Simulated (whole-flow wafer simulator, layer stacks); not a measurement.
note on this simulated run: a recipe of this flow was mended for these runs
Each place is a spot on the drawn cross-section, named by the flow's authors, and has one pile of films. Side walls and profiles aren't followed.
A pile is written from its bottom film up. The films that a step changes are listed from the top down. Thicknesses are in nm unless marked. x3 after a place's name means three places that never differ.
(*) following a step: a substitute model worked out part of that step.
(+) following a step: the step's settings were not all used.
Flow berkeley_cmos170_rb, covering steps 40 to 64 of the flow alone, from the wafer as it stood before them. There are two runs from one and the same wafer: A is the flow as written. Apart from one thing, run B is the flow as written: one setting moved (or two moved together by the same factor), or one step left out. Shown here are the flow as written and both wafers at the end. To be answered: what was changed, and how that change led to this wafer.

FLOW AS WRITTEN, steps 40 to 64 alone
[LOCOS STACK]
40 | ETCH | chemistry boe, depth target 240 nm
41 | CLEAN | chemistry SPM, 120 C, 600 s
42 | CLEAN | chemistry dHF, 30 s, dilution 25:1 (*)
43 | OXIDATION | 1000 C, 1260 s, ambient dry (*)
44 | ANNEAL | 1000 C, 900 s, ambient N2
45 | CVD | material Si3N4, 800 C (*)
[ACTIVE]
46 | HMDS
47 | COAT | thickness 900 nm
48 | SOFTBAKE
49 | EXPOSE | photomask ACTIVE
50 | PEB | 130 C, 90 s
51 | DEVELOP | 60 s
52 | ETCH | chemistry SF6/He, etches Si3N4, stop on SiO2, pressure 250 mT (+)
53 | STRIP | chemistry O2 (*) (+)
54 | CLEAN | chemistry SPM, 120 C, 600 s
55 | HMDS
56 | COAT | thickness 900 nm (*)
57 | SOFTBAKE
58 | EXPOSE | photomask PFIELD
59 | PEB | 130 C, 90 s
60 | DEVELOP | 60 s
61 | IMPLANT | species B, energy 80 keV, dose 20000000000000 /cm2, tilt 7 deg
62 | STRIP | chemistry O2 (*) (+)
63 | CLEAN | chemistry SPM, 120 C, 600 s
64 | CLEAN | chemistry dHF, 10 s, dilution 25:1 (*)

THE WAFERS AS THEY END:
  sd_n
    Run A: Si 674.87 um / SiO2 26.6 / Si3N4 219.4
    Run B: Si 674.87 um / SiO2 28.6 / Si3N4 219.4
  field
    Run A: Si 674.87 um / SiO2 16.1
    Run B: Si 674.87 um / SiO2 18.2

What caused this: step 43, OXIDATION: 1008 C was run, whereas the flow has 1000 C.

How this came from the change, step by step:
  43 | OXIDATION | 1000 C, 1260 s, ambient dry (*)
      field, sd_n, spacer_n and 6 more: A +26.6 SiO2 (new film), -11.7 Si | B +28.6 SiO2 (new film), -12.6 Si
